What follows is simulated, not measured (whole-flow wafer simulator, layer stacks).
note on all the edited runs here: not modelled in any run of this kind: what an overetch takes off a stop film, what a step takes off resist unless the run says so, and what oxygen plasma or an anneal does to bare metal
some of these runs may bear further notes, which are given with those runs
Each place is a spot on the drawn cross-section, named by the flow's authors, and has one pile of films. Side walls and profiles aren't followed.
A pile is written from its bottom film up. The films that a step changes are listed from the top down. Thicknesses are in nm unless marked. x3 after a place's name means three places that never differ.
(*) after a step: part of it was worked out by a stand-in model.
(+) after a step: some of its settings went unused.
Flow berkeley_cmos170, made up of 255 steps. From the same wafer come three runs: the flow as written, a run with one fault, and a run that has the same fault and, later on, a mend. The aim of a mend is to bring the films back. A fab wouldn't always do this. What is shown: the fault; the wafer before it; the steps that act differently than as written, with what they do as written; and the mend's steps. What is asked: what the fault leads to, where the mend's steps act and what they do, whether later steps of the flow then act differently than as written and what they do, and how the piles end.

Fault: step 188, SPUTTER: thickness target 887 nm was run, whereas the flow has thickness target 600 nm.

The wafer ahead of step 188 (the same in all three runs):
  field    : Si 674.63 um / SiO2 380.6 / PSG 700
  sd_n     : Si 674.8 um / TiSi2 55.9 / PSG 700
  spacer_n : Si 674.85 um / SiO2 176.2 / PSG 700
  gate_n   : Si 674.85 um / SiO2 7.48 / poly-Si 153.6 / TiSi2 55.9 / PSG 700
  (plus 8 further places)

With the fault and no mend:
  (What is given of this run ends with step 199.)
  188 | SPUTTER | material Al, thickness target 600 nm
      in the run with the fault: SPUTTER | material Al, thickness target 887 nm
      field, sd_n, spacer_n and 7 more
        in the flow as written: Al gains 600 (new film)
        in the run with the fault: Al gains 887 (new film)
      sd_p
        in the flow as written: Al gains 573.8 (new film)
        in the run with the fault: Al gains 857.6 (new film)
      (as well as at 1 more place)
  Later steps of the flow acting differently than as written (1 other step is not shown; it differs only slightly, by no more than 2% or 0.5 nm, whichever is larger):
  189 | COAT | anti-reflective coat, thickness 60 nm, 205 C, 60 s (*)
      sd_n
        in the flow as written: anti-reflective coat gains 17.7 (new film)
        in the run with the fault: anti-reflective coat gains 25.9 (new film)
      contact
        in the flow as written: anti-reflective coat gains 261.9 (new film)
        in the run with the fault: anti-reflective coat gains 306.5 (new film)
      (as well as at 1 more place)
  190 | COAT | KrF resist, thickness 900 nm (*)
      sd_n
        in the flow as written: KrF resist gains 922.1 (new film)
        in the run with the fault: KrF resist gains 894.6 (new film)
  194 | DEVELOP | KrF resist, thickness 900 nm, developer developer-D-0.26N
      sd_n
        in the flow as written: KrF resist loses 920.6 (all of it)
        in the run with the fault: KrF resist loses 893.2 (all of it)
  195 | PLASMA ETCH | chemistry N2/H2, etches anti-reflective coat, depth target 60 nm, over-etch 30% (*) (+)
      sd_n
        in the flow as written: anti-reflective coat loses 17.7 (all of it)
        in the run with the fault: anti-reflective coat loses 25.9 (all of it)
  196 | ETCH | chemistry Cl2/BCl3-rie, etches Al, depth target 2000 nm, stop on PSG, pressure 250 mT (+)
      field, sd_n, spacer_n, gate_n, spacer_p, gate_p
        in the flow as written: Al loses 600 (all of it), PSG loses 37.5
        in the run with the fault: Al loses 887 (all of it), PSG loses 37.5
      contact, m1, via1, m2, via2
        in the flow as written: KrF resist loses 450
        in the run with the fault: KrF resist loses 593.5
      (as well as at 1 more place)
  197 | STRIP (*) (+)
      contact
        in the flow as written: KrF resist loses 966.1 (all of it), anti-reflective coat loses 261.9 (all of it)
        in the run with the fault: KrF resist loses 845.7 (all of it), anti-reflective coat loses 306.5 (all of it)
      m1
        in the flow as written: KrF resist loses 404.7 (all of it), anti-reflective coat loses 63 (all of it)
        in the run with the fault: KrF resist loses 257 (all of it), anti-reflective coat loses 63.3 (all of it)
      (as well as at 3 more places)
  After step 199, at contact, m1, via1, m2, via2, the piles differ from the flow's by more than 2% or 0.5 nm, whichever is larger.
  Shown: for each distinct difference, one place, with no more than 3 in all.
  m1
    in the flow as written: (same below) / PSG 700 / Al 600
    in the run with the fault: (same below) / PSG 700 / Al 887
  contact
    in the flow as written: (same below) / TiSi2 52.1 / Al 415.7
    in the run with the fault: (same below) / TiSi2 52.1 / Al 600.2

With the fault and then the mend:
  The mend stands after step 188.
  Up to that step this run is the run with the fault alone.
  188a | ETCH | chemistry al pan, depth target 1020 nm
      field, sd_n, spacer_n and 7 more
        Al loses 887 (all of it)
      sd_p
        Al loses 857.6 (all of it)
      contact
        Al loses 600.2 (all of it)
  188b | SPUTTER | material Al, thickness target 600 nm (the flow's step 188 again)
      field, sd_n, spacer_n and 7 more
        Al gains 600 (new film)
      sd_p
        Al gains 573.8 (new film)
      contact
        Al gains 415.7 (new film)
  Every later step of the flow that is run acts as written at every place that is followed.
  By the end, the piles equal the flow's at every place that both follow.
